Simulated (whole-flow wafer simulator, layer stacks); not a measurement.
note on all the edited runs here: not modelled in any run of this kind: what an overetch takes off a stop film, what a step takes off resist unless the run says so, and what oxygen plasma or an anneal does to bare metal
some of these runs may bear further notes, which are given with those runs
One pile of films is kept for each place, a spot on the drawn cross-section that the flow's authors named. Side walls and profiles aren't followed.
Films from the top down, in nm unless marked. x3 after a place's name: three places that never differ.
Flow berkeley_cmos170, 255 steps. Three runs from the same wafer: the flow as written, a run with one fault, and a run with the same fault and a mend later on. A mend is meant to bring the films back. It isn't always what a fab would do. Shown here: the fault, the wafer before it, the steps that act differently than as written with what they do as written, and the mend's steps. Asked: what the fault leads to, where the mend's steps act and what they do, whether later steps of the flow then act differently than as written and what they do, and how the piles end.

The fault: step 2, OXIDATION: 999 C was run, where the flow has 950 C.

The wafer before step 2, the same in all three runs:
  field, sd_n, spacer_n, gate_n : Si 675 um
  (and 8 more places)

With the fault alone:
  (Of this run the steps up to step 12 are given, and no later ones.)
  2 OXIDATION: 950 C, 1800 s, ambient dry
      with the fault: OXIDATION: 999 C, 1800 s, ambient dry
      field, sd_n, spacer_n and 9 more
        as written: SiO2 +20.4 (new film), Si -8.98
        with the fault: SiO2 +31.9 (new film), Si -14
  Later steps of the flow that act differently than as written:
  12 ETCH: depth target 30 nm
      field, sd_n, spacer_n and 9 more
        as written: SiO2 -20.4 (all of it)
        with the fault: SiO2 -30
  After step 12 the piles differ from the flow's by more than 2% or 0.5 nm, whichever is larger, at field, sd_n, spacer_n and 9 more.
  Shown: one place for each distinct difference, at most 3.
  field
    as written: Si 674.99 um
    with the fault: SiO2 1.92 / Si 674.99 um

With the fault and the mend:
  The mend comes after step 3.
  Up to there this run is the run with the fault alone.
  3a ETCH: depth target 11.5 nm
      field, sd_n, spacer_n and 9 more
        SiO2 -11.5
  No later step of the flow acts differently than as written at any place that is followed.
  At the end the piles differ from the flow's only slightly at the places that both follow, by at most 2% or 0.5 nm, whichever is larger.
